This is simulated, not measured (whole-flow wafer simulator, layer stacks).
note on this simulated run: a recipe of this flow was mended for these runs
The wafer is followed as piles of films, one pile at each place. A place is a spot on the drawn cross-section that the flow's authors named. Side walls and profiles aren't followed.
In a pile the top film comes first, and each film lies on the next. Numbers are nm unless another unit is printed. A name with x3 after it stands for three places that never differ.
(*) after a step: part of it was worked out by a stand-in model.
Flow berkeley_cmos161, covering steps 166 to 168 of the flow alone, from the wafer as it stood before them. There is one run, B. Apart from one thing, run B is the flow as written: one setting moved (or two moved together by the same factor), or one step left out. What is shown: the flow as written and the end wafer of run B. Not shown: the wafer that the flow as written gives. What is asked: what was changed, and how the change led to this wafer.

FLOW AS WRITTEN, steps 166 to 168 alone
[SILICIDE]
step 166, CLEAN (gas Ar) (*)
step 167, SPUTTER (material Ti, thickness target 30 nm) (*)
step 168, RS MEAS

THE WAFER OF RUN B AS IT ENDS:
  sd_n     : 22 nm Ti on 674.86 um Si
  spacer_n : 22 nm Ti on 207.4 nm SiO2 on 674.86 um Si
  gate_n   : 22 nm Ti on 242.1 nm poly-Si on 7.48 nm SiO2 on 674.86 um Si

Cause: step 167, SPUTTER: thickness target 22 nm was run, though the flow has thickness target 30 nm.
The wafer lets one read it off: sd_n has Ti 22, and step 167 as written asks for 30 nm.

How this came from the change, step by step:
  step 167, SPUTTER (material Ti, thickness target 30 nm) (*)
      field, sd_n, spacer_n, gate_n, sd_p, spacer_p, gate_p, contact x2: Ti gains 22 (new film) (as written it would have been: Ti gains 30 (new film))
